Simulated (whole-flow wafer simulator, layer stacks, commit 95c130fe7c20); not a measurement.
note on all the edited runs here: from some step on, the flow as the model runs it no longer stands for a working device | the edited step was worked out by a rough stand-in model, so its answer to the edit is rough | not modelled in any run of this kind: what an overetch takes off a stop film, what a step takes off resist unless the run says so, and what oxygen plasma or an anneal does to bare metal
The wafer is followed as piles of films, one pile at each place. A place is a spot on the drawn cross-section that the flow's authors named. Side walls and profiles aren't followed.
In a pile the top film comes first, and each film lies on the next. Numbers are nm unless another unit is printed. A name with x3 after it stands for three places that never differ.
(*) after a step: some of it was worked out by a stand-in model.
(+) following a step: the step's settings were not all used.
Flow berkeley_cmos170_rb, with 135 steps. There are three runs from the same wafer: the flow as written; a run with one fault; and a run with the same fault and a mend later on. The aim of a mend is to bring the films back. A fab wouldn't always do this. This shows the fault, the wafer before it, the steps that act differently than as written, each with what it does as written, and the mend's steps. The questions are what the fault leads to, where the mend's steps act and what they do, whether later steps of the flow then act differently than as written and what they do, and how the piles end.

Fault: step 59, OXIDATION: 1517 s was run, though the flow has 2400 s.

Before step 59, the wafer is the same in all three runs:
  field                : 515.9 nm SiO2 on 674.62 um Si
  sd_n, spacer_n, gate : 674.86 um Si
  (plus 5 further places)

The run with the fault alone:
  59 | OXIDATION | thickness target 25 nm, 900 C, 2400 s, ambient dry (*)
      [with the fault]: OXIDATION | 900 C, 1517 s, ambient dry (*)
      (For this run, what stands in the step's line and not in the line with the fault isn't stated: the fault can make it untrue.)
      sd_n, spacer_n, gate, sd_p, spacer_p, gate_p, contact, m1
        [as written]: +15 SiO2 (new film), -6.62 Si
        [with the fault]: +11.3 SiO2 (new film), -4.95 Si
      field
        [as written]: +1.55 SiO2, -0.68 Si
        [with the fault]: +0.98 SiO2, -0.43 Si
  Steps further on in the flow that do not act as written (not shown: 30 more steps that differ only slightly, by at most 2% or 0.5 nm, whichever is larger):
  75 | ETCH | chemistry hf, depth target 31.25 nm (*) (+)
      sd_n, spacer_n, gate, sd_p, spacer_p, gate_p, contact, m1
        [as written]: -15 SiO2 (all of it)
        [with the fault]: -11.3 SiO2 (all of it)
  When the end is reached, the piles differ only a little from the flow's at the places that both follow, at most by 2% or 0.5 nm, whichever is larger.

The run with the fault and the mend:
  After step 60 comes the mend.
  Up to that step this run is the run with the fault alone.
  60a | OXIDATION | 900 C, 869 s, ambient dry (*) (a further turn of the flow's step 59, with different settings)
      sd_n, spacer_n, gate, sd_p, spacer_p, gate_p, contact, m1
        +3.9 SiO2, -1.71 Si
      field
        +0.56 SiO2, -0.25 Si
  None of the later steps of the flow differs from how it acts as written, at any place that is followed, by more than 2% or 0.5 nm, whichever is larger.
  When the end is reached, the piles differ only a little from the flow's at the places that both follow, at most by 2% or 0.5 nm, whichever is larger.
